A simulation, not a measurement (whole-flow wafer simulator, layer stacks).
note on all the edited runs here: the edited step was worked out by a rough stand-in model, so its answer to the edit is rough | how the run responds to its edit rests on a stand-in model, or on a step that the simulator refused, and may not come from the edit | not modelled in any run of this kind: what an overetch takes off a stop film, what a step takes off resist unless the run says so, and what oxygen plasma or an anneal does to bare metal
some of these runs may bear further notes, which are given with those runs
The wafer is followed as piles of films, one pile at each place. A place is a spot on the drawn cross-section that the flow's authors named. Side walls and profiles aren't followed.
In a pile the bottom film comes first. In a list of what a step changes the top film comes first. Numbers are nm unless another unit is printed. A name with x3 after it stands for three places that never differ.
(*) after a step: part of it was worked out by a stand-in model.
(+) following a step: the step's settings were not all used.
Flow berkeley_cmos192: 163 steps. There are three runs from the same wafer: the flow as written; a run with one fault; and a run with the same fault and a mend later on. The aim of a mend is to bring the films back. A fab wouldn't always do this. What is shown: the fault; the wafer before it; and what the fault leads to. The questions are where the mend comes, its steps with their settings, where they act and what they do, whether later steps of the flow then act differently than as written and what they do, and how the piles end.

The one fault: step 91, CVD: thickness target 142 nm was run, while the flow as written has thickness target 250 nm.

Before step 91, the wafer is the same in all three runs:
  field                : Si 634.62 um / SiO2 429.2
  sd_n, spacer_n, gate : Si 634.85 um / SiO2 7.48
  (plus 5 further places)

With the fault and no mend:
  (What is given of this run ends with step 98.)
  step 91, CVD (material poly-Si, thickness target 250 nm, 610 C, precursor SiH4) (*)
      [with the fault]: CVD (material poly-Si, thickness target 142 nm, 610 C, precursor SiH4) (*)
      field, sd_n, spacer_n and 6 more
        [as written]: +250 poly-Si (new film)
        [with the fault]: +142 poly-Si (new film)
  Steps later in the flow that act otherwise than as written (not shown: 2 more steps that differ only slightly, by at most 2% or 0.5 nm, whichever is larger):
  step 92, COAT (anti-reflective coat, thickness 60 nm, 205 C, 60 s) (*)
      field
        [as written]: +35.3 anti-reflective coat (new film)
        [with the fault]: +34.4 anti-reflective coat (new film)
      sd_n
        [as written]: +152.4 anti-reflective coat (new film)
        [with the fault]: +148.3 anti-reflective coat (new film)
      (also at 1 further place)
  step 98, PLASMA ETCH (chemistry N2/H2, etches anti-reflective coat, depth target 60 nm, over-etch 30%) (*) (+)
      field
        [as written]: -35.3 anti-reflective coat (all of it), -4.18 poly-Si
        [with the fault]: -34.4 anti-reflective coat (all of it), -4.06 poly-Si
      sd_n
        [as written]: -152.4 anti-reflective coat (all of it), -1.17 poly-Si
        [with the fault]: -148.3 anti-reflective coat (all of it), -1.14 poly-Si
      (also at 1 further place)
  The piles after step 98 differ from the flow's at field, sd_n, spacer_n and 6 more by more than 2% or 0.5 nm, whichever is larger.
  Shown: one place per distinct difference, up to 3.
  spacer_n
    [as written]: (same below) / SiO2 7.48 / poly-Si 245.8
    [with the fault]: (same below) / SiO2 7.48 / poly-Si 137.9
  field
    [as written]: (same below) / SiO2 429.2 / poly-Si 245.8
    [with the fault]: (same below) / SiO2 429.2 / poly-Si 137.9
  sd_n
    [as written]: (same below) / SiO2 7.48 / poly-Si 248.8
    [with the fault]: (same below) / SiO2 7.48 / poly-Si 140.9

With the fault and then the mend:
  After step 91 comes the mend.
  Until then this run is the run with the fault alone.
  step 91a, CVD (material poly-Si, thickness target 108 nm, 610 C, precursor SiH4) (*) (the flow's step 91, run once more with other settings)
      field, sd_n, spacer_n and 6 more
        +108 poly-Si
  Later steps of the flow that are run all act as written at every place that is followed, up to a difference of at most 2% or 0.5 nm, whichever is larger.
  At every place that both follow, the piles at the end match the flow's.
